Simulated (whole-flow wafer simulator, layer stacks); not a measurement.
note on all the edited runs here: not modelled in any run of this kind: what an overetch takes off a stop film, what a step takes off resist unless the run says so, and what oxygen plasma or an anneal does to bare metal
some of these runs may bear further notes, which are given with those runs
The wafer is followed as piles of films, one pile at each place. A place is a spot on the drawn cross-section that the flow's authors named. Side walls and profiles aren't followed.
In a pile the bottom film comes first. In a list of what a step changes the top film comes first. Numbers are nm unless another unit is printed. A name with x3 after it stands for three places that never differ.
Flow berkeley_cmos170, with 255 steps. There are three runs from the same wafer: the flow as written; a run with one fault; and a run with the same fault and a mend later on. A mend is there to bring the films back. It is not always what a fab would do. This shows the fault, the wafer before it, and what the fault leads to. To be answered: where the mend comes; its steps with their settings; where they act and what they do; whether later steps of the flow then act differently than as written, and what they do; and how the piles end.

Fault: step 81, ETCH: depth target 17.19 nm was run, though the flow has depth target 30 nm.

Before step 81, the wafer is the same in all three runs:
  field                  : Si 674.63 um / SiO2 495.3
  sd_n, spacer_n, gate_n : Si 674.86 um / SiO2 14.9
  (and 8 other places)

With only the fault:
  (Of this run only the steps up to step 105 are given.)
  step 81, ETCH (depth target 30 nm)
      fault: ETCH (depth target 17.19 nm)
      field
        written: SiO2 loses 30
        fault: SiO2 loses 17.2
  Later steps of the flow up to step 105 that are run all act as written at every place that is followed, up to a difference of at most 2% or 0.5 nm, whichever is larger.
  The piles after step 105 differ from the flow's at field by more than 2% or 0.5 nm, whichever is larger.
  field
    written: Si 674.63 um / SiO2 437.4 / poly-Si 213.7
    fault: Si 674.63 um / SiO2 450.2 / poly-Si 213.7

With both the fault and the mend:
  The mend stands after step 81.
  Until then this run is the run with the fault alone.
  step 81a, ETCH (depth target 12.81 nm) (the flow's step 81, run once more with other settings)
      field
        SiO2 loses 12.8
  Later steps of the flow that are run all act as written at every place that is followed.
  At every place that both follow, the piles at the end match the flow's.
